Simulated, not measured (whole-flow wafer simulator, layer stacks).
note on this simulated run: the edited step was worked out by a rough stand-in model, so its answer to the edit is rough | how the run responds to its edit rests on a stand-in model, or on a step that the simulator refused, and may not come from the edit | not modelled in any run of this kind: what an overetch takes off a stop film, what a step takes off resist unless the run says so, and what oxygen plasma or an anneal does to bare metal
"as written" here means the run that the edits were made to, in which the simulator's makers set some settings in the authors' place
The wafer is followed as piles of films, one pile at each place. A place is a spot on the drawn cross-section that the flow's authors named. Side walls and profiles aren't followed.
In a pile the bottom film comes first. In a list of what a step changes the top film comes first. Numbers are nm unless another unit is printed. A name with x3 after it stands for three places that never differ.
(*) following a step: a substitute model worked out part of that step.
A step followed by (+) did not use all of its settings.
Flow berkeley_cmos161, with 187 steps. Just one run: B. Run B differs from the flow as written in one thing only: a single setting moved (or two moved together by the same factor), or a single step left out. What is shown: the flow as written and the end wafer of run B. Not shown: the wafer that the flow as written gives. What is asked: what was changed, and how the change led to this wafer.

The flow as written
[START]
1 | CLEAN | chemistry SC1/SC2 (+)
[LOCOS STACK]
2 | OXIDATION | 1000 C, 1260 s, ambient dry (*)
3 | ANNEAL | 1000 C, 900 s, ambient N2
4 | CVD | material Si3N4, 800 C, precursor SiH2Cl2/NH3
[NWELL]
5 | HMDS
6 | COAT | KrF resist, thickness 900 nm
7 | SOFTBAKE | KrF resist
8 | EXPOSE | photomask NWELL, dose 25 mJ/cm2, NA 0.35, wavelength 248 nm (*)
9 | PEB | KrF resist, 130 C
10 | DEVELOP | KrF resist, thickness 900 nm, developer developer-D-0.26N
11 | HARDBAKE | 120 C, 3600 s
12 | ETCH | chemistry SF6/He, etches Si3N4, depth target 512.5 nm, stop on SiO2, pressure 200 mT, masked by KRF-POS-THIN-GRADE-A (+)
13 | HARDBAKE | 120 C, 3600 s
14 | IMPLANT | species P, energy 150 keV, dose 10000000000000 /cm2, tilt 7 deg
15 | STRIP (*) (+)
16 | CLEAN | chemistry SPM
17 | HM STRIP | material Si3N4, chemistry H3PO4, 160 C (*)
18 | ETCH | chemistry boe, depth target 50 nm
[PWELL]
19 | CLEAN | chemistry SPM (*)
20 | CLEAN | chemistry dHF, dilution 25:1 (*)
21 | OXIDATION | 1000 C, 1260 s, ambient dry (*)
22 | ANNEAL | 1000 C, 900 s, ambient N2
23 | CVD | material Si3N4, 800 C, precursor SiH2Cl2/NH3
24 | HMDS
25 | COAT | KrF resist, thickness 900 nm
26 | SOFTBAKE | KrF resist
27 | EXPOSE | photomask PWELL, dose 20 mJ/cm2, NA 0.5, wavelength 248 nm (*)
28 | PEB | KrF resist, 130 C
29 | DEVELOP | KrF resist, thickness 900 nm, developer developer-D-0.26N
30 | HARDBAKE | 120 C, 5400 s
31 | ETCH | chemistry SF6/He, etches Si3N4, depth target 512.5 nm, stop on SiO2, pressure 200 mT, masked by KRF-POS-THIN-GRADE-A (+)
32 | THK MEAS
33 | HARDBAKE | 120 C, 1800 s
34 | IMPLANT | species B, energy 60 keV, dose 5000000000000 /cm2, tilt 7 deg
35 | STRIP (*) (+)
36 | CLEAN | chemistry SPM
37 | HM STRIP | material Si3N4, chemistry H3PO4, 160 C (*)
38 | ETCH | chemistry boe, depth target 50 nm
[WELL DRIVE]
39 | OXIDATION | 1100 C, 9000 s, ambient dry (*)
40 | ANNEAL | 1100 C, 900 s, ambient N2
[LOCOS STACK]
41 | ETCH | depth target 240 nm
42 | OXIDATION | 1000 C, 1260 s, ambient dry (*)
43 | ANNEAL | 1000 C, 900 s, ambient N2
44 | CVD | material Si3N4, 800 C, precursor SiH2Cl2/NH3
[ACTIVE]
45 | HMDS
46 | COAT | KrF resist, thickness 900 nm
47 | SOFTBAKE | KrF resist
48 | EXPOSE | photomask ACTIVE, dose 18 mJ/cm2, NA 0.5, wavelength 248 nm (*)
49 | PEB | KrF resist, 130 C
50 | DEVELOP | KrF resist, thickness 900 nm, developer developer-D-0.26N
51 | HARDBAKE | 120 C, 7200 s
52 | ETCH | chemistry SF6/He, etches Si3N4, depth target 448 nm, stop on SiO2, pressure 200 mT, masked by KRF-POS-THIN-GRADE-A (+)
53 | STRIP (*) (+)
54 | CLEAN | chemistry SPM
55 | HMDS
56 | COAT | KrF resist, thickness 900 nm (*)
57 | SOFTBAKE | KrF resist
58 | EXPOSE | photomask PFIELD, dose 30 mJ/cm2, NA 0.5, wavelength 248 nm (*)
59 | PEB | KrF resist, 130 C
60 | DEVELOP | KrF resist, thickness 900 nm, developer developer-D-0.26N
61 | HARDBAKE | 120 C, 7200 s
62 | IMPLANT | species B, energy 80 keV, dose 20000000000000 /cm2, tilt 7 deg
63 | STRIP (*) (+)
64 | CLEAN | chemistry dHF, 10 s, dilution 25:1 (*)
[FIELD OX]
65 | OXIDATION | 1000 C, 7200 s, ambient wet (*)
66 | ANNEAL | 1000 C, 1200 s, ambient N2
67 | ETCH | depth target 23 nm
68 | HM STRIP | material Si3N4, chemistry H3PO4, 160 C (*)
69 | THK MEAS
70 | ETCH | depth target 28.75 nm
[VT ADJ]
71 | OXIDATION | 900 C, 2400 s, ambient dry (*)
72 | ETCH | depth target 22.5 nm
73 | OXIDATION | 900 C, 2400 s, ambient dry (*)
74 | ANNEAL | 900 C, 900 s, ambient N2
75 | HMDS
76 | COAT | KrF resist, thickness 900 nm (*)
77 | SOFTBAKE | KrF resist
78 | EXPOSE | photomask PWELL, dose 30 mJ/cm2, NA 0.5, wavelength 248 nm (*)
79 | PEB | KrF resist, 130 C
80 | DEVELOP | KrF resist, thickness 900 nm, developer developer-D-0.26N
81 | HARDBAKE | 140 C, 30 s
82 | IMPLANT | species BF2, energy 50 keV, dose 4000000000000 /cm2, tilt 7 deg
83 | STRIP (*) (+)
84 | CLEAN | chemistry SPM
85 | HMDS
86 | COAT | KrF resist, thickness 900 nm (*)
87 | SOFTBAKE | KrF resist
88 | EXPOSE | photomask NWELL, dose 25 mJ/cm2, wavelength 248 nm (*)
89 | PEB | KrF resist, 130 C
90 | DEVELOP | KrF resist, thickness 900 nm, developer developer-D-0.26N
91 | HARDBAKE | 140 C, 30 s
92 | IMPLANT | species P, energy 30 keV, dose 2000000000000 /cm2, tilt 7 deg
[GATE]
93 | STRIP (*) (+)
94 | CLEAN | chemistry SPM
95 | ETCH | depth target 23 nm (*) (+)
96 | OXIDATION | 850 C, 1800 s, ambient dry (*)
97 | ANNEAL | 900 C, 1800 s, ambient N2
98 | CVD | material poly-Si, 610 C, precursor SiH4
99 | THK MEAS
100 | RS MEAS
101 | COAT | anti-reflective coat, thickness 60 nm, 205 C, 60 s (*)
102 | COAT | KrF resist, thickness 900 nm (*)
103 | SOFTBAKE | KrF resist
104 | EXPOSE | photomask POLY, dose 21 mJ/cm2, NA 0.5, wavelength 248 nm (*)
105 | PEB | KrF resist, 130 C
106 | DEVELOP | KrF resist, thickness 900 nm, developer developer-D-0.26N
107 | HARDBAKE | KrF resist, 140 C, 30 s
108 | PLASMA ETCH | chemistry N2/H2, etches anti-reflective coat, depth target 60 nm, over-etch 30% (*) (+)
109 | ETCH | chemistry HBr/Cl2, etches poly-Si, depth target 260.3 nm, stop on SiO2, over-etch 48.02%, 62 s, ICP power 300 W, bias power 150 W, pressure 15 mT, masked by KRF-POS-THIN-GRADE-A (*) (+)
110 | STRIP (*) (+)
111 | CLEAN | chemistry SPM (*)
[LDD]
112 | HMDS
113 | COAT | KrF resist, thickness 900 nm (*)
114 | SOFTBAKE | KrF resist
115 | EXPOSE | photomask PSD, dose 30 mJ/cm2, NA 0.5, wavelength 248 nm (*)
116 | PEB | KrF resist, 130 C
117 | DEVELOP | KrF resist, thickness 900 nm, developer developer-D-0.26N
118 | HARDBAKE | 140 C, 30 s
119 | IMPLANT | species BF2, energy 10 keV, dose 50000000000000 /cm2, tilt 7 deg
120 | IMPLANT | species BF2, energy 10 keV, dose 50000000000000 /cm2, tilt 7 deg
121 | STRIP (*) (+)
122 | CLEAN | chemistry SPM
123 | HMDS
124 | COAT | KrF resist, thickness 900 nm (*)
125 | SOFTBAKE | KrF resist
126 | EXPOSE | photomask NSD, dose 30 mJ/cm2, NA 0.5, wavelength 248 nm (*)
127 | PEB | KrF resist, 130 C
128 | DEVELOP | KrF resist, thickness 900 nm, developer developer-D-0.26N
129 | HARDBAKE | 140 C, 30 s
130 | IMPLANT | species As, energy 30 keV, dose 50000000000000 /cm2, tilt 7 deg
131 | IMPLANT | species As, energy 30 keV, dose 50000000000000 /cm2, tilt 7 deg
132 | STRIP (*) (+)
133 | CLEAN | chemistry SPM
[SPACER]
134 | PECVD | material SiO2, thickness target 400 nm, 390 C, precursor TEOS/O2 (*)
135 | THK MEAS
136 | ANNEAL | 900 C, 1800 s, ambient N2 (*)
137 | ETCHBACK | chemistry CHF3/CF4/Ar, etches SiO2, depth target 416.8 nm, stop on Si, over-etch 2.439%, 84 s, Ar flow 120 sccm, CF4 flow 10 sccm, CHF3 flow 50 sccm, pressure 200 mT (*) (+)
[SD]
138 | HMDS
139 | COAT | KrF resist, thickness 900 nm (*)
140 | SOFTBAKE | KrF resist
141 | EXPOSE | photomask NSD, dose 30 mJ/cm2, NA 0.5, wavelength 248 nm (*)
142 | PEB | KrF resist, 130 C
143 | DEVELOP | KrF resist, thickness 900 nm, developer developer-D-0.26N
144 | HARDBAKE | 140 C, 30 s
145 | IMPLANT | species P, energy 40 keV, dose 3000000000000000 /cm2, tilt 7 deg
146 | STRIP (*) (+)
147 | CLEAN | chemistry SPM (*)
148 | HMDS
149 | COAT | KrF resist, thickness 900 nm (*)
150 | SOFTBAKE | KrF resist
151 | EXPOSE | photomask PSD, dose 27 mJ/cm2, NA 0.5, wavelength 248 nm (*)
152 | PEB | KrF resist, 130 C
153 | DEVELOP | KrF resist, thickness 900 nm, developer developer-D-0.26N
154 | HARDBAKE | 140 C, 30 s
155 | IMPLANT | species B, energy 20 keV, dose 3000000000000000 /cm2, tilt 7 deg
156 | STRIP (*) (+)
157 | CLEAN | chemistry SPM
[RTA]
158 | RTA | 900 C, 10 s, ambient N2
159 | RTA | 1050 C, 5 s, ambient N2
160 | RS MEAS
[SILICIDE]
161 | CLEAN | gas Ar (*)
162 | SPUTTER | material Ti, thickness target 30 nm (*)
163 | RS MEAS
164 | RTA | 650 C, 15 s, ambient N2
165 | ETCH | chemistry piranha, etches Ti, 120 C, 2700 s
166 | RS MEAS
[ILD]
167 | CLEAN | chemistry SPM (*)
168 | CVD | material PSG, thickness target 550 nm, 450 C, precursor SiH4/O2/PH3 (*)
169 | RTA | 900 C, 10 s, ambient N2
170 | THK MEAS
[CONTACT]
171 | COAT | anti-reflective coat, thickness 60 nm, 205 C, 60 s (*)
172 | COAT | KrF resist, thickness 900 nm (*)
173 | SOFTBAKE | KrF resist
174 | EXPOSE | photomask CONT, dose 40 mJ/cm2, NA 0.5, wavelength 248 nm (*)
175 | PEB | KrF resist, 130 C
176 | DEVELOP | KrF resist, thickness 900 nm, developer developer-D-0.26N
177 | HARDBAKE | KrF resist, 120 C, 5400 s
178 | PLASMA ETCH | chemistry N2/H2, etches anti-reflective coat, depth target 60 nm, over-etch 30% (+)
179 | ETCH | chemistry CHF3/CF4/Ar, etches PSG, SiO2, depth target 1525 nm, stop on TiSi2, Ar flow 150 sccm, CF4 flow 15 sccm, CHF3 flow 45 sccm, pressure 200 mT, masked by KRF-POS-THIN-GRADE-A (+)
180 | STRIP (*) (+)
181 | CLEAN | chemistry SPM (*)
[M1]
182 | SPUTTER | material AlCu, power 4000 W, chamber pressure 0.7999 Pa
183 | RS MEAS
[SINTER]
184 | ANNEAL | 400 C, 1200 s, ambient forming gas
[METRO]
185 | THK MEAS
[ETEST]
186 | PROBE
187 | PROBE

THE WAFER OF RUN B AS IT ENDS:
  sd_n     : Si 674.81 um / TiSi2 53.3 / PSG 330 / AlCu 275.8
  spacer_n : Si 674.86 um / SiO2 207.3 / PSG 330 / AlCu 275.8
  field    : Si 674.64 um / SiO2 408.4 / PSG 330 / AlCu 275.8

What caused this: step 168, CVD: thickness target 330 nm was run, though the flow has thickness target 550 nm.
The wafer itself shows it: sd_n has PSG 330, and step 168 as written asks for 550 nm.

The path from the change to this, step by step:
  168 | CVD | material PSG, thickness target 550 nm, 450 C, precursor SiH4/O2/PH3 (*)
      field, sd_n, spacer_n, gate_n, spacer_p, gate_p, contact, m1: +330 PSG (new film) (in the flow as written it would be: +550 PSG (new film))
      sd_p: +315 PSG (new film) (in the flow as written it would be: +521.9 PSG (new film))
  171 | COAT | anti-reflective coat, thickness 60 nm, 205 C, 60 s (*)
      field: +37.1 anti-reflective coat (new film) (in the flow as written it would be: +38.5 anti-reflective coat (new film))
      sd_n: +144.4 anti-reflective coat (new film) (in the flow as written it would be: +149.7 anti-reflective coat (new film))
      (as well as at 5 more places)
  178 | PLASMA ETCH | chemistry N2/H2, etches anti-reflective coat, depth target 60 nm, over-etch 30% (+)
      field, sd_n, spacer_n, gate_n, sd_p, spacer_p, gate_p, m1: -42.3 KrF resist (in the flow as written it would be: -44.3 KrF resist)
      contact: -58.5 anti-reflective coat (all of it), -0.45 PSG (in the flow as written it would be: -61.4 anti-reflective coat (all of it), -0.47 PSG)
  179 | ETCH | chemistry CHF3/CF4/Ar, etches PSG, SiO2, depth target 1525 nm, stop on TiSi2, Ar flow 150 sccm, CF4 flow 15 sccm, CHF3 flow 45 sccm, pressure 200 mT, masked by KRF-POS-THIN-GRADE-A (+)
      field, spacer_n, gate_n, spacer_p, m1: -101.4 KrF resist (in the flow as written it would be: -156.4 KrF resist)
      sd_n, sd_p, gate_p: -101.5 KrF resist (in the flow as written it would be: -156.4 KrF resist)
      (as well as at 1 more place)
  180 | STRIP (*) (+)
      field: -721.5 KrF resist (all of it), -37.1 anti-reflective coat (all of it) (in the flow as written it would be: -665.1 KrF resist (all of it), -38.5 anti-reflective coat (all of it))
      sd_n: -753.3 KrF resist (all of it), -144.4 anti-reflective coat (all of it) (in the flow as written it would be: -692.5 KrF resist (all of it), -149.7 anti-reflective coat (all of it))
      (as well as at 6 more places)
  182 | SPUTTER | material AlCu, power 4000 W, chamber pressure 0.7999 Pa
      contact: +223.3 AlCu (new film) (in the flow as written it would be: +192.2 AlCu (new film))
